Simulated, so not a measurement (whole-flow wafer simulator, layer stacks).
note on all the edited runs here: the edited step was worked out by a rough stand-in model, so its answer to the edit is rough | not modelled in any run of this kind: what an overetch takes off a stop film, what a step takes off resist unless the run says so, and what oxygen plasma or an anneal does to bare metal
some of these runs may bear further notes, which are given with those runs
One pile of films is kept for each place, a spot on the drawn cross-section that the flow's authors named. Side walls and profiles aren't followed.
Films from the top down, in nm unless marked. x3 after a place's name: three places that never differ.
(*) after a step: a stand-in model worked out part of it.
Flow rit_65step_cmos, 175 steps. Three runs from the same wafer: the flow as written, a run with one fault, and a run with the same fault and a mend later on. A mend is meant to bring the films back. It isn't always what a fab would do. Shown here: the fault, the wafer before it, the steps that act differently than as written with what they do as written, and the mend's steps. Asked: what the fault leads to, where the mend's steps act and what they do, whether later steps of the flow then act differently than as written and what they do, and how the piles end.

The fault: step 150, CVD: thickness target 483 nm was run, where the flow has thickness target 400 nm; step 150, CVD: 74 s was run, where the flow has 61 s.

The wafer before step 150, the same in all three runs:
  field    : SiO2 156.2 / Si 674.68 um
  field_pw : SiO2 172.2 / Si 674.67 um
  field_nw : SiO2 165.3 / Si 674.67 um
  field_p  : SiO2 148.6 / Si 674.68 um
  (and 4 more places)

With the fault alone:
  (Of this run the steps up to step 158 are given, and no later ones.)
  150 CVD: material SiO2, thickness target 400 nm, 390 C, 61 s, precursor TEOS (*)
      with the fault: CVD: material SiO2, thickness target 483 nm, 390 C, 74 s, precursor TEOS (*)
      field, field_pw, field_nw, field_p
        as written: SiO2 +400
        with the fault: SiO2 +483
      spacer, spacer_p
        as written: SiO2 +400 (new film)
        with the fault: SiO2 +483 (new film)
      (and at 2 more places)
  No later step of the flow up to step 158 acts differently than as written, at any place that is followed, by more than 2% or 0.5 nm, whichever is larger.
  After step 158 the piles differ from the flow's by more than 2% or 0.5 nm, whichever is larger, at field, field_pw, field_nw, field_p, gate_n, gate_p, spacer, spacer_p.
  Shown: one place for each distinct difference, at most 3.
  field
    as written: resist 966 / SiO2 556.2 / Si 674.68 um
    with the fault: resist 966.6 / SiO2 639.2 / Si 674.68 um
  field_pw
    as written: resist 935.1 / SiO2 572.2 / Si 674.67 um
    with the fault: resist 935.4 / SiO2 655.2 / Si 674.67 um
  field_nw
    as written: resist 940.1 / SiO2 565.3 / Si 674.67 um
    with the fault: resist 940.4 / SiO2 648.3 / Si 674.67 um

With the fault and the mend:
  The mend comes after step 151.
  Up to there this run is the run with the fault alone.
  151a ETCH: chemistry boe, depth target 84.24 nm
      field, field_pw, field_nw, field_p, gate_n, gate_p, spacer, spacer_p
        SiO2 -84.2
  No later step of the flow acts differently than as written, at any place that is followed, by more than 2% or 0.5 nm, whichever is larger.
  At the end the piles differ from the flow's only slightly at the places that both follow, by at most 2% or 0.5 nm, whichever is larger.
